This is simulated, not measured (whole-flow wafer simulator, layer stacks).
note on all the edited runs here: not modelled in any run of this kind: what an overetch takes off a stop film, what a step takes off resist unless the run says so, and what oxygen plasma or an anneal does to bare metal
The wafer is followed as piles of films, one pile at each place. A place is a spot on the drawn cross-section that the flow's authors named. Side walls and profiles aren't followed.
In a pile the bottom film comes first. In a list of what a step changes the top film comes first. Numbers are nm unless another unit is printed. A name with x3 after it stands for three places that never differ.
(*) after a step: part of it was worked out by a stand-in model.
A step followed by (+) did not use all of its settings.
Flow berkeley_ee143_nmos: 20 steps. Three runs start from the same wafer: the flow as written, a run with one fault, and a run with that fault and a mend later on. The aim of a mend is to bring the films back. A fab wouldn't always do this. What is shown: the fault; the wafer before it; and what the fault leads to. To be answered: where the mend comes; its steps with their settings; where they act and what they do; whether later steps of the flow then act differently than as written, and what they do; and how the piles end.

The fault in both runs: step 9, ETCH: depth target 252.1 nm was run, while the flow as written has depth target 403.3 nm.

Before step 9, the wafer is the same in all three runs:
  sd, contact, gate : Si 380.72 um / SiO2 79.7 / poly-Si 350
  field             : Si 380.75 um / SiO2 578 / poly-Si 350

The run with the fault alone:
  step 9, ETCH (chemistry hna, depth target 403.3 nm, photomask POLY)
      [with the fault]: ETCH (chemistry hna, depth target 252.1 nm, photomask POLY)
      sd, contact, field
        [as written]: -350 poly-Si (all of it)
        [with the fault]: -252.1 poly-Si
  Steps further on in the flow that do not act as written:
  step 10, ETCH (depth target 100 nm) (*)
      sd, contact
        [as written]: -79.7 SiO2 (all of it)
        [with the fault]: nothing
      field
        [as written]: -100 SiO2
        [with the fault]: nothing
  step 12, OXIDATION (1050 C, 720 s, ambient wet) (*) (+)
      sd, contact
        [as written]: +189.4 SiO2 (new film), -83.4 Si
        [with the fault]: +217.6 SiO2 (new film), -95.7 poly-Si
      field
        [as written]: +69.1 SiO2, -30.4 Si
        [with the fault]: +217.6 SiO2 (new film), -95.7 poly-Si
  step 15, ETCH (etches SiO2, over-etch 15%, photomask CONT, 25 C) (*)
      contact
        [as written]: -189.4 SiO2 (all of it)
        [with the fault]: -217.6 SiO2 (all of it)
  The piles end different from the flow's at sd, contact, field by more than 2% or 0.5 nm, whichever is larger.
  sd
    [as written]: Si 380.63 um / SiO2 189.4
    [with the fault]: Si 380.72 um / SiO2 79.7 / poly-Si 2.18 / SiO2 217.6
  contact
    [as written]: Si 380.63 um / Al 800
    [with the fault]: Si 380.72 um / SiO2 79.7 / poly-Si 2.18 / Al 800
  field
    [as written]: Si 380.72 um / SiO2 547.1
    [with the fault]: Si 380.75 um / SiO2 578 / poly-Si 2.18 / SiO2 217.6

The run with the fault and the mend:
  The mend follows step 9.
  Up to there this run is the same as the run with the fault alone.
  step 9a, ETCH (chemistry hna, depth target 151.2 nm, photomask POLY) (the flow's step 9, run once more with other settings)
      sd, contact, field
        -97.9 poly-Si (all of it)
  Later steps of the flow that are run all act as written at every place that is followed.
  At every place that both follow, the piles at the end match the flow's.
